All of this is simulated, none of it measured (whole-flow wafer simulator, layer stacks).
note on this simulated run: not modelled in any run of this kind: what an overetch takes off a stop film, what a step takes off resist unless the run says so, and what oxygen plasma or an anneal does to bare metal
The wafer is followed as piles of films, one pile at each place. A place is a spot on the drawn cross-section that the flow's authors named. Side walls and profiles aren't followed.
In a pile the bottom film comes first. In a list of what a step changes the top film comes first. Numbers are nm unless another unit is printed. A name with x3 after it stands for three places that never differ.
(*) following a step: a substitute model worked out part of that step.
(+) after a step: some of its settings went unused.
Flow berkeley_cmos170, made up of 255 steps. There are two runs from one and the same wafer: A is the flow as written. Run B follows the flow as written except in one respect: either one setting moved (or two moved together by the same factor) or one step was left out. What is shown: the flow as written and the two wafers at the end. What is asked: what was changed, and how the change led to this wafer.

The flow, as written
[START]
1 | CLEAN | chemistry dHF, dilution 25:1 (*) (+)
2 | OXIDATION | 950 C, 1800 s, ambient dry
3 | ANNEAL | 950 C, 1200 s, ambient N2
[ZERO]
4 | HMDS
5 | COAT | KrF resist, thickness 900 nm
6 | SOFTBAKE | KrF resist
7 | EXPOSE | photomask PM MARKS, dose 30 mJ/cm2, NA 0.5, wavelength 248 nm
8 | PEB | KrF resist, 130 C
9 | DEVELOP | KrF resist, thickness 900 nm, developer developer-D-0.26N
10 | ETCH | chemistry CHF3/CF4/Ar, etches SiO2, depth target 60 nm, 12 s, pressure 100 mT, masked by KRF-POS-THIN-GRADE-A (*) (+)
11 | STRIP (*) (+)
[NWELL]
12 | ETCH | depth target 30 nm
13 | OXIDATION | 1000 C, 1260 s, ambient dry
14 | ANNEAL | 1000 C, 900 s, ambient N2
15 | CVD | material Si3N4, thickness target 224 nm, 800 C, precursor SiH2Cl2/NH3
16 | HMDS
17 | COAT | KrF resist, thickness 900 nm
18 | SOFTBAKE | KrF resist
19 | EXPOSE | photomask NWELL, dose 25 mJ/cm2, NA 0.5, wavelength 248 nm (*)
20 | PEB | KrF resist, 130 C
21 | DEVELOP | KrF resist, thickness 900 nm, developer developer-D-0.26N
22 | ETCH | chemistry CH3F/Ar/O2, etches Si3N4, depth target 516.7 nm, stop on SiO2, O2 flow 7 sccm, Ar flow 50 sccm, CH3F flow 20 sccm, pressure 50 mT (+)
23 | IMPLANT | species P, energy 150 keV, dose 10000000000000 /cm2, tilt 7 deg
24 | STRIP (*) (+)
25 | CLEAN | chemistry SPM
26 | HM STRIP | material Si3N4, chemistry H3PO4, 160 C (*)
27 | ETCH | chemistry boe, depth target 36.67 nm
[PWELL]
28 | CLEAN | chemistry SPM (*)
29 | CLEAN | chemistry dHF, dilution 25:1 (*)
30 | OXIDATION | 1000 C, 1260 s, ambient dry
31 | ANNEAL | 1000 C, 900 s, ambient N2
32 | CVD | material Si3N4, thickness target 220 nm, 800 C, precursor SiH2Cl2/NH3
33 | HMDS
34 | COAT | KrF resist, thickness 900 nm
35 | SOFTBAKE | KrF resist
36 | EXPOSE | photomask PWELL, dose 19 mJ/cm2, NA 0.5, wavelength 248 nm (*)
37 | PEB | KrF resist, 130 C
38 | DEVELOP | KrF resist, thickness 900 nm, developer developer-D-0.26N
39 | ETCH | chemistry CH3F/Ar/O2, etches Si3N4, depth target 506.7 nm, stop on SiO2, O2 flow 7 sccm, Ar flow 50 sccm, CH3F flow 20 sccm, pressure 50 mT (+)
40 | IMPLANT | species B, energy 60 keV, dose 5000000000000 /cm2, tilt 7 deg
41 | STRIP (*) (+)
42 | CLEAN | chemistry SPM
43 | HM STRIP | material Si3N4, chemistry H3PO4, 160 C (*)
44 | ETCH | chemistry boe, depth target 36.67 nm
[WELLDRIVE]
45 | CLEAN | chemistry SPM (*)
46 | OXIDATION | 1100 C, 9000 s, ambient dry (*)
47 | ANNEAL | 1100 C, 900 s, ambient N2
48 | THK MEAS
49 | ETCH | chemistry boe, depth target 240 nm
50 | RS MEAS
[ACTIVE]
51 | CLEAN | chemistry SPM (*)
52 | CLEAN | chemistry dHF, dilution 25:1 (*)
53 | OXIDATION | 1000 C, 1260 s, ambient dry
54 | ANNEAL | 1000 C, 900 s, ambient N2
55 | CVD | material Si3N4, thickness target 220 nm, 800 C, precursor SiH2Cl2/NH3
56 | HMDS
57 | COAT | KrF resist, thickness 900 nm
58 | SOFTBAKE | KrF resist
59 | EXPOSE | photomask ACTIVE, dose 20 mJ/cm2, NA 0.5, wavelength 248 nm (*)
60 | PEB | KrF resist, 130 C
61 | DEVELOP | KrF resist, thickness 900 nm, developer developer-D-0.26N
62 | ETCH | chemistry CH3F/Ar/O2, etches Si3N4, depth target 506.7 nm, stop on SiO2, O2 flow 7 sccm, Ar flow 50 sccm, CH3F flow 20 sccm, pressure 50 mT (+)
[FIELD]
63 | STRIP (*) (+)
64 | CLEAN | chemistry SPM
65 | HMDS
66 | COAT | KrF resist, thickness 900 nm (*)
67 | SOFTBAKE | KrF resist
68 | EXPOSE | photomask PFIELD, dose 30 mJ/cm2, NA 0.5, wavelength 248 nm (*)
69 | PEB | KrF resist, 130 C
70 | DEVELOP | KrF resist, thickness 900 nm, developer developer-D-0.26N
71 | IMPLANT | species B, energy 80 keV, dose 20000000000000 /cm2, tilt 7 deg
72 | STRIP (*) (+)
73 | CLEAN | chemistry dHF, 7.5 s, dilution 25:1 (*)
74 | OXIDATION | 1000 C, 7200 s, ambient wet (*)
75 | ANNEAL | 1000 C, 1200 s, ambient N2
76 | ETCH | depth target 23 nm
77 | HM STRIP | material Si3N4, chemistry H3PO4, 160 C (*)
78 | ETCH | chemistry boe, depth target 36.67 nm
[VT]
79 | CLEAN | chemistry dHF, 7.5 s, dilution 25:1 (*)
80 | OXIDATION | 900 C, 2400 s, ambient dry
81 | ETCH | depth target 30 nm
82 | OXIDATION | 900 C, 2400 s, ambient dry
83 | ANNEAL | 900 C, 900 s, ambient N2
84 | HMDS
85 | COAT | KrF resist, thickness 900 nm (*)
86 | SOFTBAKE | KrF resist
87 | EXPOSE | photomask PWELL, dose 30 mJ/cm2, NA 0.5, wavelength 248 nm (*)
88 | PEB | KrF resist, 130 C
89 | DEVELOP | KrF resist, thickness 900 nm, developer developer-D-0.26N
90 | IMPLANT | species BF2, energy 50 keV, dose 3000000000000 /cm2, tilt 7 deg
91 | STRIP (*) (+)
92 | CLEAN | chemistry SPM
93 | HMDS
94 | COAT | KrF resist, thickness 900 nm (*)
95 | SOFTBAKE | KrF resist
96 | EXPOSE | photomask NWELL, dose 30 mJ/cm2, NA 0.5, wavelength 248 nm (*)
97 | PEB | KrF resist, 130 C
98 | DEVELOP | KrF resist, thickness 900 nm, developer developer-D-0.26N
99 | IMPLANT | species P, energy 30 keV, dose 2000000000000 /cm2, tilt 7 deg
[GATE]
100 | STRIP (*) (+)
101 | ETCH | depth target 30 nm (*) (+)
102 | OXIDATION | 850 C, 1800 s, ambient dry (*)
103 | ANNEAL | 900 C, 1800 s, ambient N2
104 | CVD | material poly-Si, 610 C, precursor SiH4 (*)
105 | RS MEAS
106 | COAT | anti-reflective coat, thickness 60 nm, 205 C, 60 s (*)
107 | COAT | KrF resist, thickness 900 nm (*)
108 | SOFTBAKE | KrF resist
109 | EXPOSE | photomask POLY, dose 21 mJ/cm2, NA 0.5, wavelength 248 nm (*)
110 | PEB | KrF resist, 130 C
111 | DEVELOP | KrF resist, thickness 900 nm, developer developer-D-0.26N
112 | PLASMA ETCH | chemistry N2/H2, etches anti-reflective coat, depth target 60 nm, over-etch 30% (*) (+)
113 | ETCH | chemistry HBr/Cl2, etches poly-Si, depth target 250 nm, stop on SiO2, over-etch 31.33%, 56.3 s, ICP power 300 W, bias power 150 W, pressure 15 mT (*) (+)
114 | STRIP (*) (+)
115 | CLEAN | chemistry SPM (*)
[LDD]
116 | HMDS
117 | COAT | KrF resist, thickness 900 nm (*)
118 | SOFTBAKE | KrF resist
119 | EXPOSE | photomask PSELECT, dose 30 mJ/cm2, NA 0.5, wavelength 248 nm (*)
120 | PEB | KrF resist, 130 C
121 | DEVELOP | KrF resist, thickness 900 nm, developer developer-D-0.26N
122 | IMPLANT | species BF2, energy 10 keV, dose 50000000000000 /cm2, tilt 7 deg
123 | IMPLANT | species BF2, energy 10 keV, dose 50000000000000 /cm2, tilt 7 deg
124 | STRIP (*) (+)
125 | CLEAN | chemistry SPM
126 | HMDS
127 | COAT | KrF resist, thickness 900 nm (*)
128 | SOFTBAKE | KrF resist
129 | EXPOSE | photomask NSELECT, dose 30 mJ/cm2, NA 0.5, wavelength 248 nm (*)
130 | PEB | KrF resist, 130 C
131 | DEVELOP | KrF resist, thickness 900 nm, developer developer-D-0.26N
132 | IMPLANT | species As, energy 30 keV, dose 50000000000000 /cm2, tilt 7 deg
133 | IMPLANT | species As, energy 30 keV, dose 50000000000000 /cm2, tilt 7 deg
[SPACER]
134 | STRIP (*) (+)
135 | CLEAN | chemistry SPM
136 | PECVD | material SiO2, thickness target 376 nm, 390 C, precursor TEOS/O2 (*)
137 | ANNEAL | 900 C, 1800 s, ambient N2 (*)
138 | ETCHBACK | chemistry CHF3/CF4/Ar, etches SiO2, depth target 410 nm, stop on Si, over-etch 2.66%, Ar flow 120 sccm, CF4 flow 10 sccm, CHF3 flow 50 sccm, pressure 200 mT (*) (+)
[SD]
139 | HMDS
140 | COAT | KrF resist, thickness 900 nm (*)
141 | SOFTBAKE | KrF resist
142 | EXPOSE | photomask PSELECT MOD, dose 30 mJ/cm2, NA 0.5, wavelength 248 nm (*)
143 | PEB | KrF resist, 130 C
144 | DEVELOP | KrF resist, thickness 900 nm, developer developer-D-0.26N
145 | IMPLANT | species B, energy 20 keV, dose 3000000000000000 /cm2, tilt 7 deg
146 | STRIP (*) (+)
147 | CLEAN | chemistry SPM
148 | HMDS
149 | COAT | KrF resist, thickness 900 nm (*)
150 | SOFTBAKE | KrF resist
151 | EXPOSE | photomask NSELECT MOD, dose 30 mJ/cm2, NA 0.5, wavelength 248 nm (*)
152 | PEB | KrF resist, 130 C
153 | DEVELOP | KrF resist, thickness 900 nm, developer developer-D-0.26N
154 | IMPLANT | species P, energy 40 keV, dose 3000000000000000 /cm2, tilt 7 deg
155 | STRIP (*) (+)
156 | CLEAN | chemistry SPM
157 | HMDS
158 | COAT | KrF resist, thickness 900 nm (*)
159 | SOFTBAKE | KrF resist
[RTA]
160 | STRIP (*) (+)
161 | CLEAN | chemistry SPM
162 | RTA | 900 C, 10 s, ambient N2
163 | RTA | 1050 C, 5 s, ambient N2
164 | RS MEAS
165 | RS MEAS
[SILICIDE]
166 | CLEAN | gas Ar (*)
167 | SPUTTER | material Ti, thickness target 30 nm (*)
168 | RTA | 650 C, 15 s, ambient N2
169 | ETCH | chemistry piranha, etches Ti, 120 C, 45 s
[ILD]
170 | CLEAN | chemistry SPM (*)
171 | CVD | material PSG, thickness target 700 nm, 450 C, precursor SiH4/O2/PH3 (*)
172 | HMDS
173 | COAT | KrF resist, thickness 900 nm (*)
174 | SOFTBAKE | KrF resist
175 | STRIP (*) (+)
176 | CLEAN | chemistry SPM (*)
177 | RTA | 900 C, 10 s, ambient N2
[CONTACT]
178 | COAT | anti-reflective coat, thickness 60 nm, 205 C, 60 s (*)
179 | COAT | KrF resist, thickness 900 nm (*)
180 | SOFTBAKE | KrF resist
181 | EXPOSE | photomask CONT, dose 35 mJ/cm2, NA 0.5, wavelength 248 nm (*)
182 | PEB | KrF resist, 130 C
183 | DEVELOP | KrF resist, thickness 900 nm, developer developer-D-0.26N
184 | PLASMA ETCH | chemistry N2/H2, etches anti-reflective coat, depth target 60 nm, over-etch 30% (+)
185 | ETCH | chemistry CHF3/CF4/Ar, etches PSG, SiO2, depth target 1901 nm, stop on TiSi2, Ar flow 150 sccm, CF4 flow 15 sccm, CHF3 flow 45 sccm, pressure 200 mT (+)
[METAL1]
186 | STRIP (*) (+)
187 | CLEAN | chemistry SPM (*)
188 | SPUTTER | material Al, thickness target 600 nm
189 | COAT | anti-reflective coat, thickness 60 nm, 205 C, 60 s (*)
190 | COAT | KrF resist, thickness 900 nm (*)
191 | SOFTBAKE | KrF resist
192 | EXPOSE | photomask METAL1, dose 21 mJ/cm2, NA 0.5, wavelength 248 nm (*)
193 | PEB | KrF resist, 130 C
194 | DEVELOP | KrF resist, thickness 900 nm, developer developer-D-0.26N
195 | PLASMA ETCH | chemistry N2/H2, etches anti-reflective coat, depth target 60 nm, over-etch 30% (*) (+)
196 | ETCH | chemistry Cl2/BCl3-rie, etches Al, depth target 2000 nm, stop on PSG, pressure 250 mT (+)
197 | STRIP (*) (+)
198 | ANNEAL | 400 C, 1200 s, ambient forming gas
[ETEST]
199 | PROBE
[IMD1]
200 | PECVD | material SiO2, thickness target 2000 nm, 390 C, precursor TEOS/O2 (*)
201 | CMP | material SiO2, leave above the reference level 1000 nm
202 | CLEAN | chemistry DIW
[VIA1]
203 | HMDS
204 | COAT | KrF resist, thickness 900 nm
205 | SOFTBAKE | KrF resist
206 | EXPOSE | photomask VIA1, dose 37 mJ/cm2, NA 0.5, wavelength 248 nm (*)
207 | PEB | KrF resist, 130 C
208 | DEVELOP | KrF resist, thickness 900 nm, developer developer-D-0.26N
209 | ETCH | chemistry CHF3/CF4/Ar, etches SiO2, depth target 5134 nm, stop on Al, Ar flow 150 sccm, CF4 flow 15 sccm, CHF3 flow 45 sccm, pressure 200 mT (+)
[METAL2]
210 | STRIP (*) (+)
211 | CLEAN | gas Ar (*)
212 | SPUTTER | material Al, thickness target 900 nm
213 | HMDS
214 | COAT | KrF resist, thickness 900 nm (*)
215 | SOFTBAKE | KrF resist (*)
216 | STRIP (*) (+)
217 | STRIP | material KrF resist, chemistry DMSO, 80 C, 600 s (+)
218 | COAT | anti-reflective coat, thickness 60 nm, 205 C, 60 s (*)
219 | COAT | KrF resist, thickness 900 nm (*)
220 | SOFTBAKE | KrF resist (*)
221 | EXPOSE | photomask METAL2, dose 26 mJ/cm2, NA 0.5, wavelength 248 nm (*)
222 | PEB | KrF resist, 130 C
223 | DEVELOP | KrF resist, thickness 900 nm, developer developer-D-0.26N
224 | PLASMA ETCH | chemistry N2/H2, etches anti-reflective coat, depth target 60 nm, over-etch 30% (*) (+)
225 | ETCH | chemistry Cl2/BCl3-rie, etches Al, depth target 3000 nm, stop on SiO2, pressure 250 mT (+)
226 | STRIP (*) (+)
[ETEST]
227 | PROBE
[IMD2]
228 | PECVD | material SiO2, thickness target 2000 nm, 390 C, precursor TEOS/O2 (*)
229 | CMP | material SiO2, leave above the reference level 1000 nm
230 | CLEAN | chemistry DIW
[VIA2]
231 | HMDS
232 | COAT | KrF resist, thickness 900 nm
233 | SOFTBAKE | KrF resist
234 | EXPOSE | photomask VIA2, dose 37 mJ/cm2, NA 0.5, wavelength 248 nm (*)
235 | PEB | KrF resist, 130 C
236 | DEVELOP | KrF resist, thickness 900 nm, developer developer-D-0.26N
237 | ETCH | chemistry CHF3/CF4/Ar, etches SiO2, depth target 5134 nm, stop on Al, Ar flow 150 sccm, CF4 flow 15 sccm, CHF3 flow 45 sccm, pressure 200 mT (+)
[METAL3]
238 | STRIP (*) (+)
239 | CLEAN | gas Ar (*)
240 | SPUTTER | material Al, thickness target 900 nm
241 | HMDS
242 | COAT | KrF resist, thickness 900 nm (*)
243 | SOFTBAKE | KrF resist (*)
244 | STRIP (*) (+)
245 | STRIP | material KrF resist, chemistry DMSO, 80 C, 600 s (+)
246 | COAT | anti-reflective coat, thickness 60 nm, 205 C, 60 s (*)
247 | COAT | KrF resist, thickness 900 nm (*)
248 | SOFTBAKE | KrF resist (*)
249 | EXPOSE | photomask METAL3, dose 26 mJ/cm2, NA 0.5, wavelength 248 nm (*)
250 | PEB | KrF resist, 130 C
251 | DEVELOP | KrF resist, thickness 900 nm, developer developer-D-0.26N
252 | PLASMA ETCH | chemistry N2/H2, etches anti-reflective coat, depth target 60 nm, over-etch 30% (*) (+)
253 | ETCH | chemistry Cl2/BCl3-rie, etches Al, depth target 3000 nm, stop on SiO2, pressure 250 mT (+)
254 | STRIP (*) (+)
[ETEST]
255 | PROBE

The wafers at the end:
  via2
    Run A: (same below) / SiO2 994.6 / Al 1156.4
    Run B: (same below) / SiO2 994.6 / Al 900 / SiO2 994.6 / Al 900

The reason: step 237, ETCH: chemistry CHF3/CF4/Ar, etches SiO2, depth target 5134 nm, stop on Al, Ar flow 150 sccm, CF4 flow 15 sccm, CHF3 flow 45 sccm, pressure 200 mT (+), was skipped.

The path from the change to this, step by step:
  238 | STRIP (*) (+)
      field, sd_n, spacer_n and 8 more: A -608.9 KrF resist (all of it) | B -884.4 KrF resist (all of it)
  239 | CLEAN | gas Ar (*)
      via2: A -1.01 Al | B -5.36 SiO2
  240 | SPUTTER | material Al, thickness target 900 nm
      via2: A +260 Al | B +900 Al (new film)
  242 | COAT | KrF resist, thickness 900 nm (*)
      m1: A +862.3 KrF resist (new film) | B +900 KrF resist (new film)
      m2: A +821.5 KrF resist (new film) | B +900 KrF resist (new film)
      (as well as at 1 more place)
  244 | STRIP (*) (+)
      m1: A -862.3 KrF resist (all of it) | B -900 KrF resist (all of it)
      m2: A -821.5 KrF resist (all of it) | B -900 KrF resist (all of it)
      (as well as at 1 more place)
  246 | COAT | anti-reflective coat, thickness 60 nm, 205 C, 60 s (*)
      m1: A +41 anti-reflective coat (new film) | B +60 anti-reflective coat (new film)
      m2: A +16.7 anti-reflective coat (new film) | B +60 anti-reflective coat (new film)
      (as well as at 1 more place)
  247 | COAT | KrF resist, thickness 900 nm (*)
      via2: A +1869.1 KrF resist (new film) | B +900 KrF resist (new film)
  250 | PEB | KrF resist, 130 C
      via2: A -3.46 KrF resist | B -1.43 KrF resist
  254 | STRIP (*) (+)
      contact: A -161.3 KrF resist (all of it), -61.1 anti-reflective coat (all of it) | B -166 KrF resist (all of it), -60 anti-reflective coat (all of it)
      m1: A -158.8 KrF resist (all of it), -41 anti-reflective coat (all of it) | B -166 KrF resist (all of it), -60 anti-reflective coat (all of it)
      (as well as at 3 more places)
If metal films that touch count as one body, via2 has 3 bodies (between them, from the top down: SiO2 994.6; SiO2 994.6); the flow as written gives 2 bodies (between them, from the top down: SiO2 994.6).
